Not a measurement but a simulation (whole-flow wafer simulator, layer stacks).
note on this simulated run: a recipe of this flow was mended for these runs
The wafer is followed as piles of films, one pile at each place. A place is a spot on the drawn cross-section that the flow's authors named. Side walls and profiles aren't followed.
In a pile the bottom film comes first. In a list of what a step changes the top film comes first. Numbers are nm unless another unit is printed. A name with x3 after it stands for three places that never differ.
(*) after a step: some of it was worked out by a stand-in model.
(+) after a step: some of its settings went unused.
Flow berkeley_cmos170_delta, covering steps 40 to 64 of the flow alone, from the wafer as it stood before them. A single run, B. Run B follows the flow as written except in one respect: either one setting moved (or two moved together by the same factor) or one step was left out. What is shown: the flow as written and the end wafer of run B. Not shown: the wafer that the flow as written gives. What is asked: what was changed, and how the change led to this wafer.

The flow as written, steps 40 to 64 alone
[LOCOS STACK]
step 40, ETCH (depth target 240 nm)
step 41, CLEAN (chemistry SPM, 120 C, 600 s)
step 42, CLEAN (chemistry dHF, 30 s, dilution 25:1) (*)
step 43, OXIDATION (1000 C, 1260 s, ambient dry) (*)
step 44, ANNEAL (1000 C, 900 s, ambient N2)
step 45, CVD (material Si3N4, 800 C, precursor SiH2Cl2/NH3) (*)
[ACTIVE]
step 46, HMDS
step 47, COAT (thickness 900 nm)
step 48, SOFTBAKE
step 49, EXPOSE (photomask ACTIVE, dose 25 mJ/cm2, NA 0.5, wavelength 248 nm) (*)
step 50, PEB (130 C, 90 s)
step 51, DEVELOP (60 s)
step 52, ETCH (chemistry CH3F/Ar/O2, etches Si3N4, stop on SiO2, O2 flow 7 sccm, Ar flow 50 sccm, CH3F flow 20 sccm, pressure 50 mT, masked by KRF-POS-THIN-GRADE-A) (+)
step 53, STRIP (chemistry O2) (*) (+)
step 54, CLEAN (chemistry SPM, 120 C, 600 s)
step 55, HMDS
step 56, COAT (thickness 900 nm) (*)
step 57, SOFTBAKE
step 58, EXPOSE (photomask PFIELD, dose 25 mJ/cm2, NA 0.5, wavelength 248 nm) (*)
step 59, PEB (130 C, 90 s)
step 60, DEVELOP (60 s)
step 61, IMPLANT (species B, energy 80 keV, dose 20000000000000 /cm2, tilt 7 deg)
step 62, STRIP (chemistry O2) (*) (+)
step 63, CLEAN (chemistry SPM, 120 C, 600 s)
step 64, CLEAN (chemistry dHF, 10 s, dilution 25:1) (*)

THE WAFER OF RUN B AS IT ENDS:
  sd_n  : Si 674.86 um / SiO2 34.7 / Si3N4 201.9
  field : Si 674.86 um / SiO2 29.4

What caused this: step 43, OXIDATION: 1031 C was run, while the flow as written has 1000 C.

The path from the change to this, step by step:
  step 43, OXIDATION (1000 C, 1260 s, ambient dry) (*)
      field, sd_n, spacer_n and 6 more: SiO2 gains 34.7 (new film), Si loses 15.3 (it would be, as written: SiO2 gains 26.6 (new film), Si loses 11.7)
